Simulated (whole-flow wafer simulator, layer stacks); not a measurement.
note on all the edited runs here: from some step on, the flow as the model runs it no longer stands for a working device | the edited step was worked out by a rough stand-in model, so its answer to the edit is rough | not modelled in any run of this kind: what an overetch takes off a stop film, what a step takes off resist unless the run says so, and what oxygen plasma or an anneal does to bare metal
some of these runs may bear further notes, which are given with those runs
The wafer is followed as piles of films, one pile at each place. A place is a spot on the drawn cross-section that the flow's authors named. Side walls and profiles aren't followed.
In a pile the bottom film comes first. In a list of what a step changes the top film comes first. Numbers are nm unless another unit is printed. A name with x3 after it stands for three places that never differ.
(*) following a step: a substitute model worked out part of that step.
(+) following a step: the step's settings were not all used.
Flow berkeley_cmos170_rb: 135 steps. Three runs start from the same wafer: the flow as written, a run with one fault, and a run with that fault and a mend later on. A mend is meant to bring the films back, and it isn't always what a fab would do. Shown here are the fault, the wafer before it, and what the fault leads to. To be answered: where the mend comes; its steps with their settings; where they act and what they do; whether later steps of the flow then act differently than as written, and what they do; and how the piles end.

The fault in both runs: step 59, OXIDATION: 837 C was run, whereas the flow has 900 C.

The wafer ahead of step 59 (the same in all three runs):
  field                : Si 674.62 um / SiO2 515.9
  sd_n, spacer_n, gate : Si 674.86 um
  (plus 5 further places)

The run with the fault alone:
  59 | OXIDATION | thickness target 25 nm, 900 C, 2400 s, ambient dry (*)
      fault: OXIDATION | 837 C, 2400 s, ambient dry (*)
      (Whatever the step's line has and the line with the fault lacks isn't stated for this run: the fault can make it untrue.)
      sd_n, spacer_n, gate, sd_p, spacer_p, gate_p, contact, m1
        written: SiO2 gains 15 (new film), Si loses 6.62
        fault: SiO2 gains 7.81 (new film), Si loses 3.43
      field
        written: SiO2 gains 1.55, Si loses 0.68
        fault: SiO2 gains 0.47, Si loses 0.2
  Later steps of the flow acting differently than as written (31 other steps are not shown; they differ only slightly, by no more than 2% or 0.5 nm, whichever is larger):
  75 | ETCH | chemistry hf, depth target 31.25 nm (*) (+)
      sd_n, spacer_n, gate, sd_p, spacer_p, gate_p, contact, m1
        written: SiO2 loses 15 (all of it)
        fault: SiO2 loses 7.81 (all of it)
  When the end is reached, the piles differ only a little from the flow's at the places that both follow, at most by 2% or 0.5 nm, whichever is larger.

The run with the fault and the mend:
  The mend stands after step 64.
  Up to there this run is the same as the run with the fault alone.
  64a | STRIP (*) (+)
      sd_p
        KrF resist loses 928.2 (all of it)
      spacer_p
        KrF resist loses 911.3 (all of it)
      gate_p
        KrF resist loses 910.4 (all of it)
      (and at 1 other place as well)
  64b | CLEAN (*) (the flow's step 51, run once more)
      does not change any film at any place that is followed
  64c | OXIDATION | 900 C, 1535 s, ambient dry (*) (the flow's step 59, run once more with other settings)
      sd_n, spacer_n, gate, sd_p, spacer_p, gate_p, contact, m1
        SiO2 gains 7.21, Si loses 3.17
      field
        SiO2 gains 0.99, Si loses 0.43
  64d | COAT | KrF resist, thickness 900 nm (*) (the flow's step 61, run once more)
      field
        KrF resist gains 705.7 (new film)
      sd_n
        KrF resist gains 957.4 (new film)
      spacer_n
        KrF resist gains 924.9 (new film)
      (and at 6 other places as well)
  64e | EXPOSE | photomask PWELL (the flow's step 62, run once more)
      does not change any film at any place that is followed
  64f | PEB | 130 C, 60 s (*) (the flow's step 63, run once more)
      does not change any film at any place that is followed
  64g | DEVELOP | developer developer-D-0.26N, 45 s (the flow's step 64, run once more)
      sd_p, spacer_p, gate_p, m1
        KrF resist loses 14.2
      field
        KrF resist loses 705.7 (all of it)
      sd_n
        KrF resist loses 957.4 (all of it)
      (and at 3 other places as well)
  None of the later steps of the flow differs from how it acts as written, at any place that is followed, by more than 2% or 0.5 nm, whichever is larger.
  When the end is reached, the piles differ only a little from the flow's at the places that both follow, at most by 2% or 0.5 nm, whichever is larger.
